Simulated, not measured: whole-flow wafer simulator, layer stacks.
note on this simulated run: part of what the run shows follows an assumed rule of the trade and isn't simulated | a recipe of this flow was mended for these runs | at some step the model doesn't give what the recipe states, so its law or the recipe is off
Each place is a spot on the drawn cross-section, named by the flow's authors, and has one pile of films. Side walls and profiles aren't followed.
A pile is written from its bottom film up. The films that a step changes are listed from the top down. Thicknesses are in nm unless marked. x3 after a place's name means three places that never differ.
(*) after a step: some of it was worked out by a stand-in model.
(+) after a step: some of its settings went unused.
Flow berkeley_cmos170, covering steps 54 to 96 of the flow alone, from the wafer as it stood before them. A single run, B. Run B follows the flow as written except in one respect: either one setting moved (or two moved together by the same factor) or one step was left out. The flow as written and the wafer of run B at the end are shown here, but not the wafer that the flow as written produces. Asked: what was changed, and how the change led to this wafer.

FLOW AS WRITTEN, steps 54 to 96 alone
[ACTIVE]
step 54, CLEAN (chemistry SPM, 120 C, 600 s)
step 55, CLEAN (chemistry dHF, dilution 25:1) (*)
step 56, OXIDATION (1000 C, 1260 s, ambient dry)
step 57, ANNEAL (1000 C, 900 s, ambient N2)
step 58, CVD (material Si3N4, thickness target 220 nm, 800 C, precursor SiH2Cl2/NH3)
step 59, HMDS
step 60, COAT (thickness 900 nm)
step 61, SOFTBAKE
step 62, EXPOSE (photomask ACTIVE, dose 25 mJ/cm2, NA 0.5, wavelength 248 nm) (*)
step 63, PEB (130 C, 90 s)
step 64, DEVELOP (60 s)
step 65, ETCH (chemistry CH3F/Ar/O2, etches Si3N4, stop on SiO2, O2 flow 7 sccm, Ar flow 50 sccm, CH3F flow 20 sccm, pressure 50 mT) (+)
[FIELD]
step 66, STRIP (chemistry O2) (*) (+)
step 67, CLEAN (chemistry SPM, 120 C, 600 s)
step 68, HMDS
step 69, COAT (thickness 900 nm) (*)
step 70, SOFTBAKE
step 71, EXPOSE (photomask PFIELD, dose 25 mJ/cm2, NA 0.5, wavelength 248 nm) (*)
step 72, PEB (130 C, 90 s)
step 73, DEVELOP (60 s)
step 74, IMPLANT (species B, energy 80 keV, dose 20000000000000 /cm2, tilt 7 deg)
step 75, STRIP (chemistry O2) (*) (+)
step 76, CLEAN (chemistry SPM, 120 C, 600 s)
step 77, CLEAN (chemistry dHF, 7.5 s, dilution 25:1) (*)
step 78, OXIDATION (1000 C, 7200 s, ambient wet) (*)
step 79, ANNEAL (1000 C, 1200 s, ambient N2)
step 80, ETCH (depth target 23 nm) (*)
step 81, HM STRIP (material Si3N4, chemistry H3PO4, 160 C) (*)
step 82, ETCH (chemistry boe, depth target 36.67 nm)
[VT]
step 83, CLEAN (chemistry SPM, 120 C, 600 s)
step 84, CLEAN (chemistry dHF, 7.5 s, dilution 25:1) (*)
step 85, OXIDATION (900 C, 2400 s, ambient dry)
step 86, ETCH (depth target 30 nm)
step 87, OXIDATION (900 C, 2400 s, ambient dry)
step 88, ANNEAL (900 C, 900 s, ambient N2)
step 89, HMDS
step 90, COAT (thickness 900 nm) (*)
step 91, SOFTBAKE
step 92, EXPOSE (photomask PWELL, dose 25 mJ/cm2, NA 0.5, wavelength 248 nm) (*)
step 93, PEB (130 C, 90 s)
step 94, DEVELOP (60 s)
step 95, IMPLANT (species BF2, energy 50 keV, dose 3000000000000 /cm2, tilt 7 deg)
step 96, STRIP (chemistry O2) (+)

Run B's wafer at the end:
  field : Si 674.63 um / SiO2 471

Cause: step 82, ETCH: depth target 23.47 nm was run, whereas the flow has depth target 36.67 nm.

How this came from the change, step by step:
  step 82, ETCH (chemistry boe, depth target 36.67 nm)
      field: SiO2 loses 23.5 (as written it would have been: SiO2 loses 36.7)
